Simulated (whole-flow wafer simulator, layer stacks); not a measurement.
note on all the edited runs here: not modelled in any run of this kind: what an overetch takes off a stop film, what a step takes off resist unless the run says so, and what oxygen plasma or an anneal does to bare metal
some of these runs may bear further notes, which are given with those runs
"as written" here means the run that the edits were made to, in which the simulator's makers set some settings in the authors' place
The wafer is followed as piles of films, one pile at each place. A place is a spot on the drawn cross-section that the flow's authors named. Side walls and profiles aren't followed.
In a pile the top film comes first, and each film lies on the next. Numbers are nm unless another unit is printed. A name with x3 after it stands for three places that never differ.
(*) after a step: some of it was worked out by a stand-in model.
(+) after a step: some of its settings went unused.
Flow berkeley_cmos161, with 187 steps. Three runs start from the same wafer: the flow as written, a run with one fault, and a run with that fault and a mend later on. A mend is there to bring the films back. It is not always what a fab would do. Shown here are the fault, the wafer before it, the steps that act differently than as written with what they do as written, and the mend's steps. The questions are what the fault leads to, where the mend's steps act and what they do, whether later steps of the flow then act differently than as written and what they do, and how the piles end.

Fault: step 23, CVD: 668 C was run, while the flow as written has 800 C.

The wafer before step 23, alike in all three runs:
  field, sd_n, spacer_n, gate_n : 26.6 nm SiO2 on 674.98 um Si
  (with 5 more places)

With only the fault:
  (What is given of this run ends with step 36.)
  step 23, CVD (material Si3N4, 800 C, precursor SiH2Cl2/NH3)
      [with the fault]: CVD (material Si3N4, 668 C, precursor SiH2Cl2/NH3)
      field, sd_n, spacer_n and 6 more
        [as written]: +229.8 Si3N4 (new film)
        [with the fault]: +22.7 Si3N4 (new film)
  Steps later in the flow that act otherwise than as written (not shown: 1 more step that differs only slightly, by at most 2% or 0.5 nm, whichever is larger):
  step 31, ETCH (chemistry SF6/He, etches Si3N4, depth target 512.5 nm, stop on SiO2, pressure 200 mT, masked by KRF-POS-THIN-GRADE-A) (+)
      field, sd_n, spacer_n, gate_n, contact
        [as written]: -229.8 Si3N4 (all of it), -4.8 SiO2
        [with the fault]: -22.7 Si3N4 (all of it), -4.8 SiO2
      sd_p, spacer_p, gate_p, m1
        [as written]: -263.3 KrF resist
        [with the fault]: -38.2 KrF resist
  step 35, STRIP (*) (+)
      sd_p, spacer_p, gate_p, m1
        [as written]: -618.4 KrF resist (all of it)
        [with the fault]: -843.4 KrF resist (all of it)
  The piles after step 36 differ from the flow's at sd_p, spacer_p, gate_p, m1 by more than 2% or 0.5 nm, whichever is larger.
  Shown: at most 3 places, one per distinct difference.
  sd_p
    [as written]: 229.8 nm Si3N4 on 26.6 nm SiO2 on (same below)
    [with the fault]: 22.7 nm Si3N4 on 26.6 nm SiO2 on (same below)

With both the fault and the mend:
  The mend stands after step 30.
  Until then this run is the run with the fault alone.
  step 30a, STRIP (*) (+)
      sd_p, spacer_p, gate_p, m1
        -882 KrF resist (all of it)
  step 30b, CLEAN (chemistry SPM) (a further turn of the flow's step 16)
      alters no film at any place that is followed
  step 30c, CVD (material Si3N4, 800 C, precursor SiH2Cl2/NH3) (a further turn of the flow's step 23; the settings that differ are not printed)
      field, sd_n, spacer_n and 6 more
        +207.1 Si3N4
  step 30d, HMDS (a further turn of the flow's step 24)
      alters no film at any place that is followed
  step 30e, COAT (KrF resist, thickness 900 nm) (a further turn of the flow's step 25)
      field, sd_n, spacer_n and 6 more
        +900 KrF resist (new film)
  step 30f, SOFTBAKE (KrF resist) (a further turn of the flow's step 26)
      alters no film at any place that is followed
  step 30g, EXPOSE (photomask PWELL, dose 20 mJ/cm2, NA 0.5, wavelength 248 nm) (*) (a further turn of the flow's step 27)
      alters no film at any place that is followed
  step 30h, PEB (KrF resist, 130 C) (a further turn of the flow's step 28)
      field, sd_n, spacer_n and 6 more
        -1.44 KrF resist
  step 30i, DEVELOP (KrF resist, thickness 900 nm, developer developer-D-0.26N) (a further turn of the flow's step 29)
      field, sd_n, spacer_n, gate_n, contact
        -898.6 KrF resist (all of it)
      sd_p, spacer_p, gate_p, m1
        -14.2 KrF resist
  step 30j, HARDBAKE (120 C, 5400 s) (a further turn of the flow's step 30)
      sd_p, spacer_p, gate_p, m1
        -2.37 KrF resist
  Later steps of the flow that are run all act as written at every place that is followed, up to a difference of at most 2% or 0.5 nm, whichever is larger.
  The piles end the same as the flow's at every place that both follow.
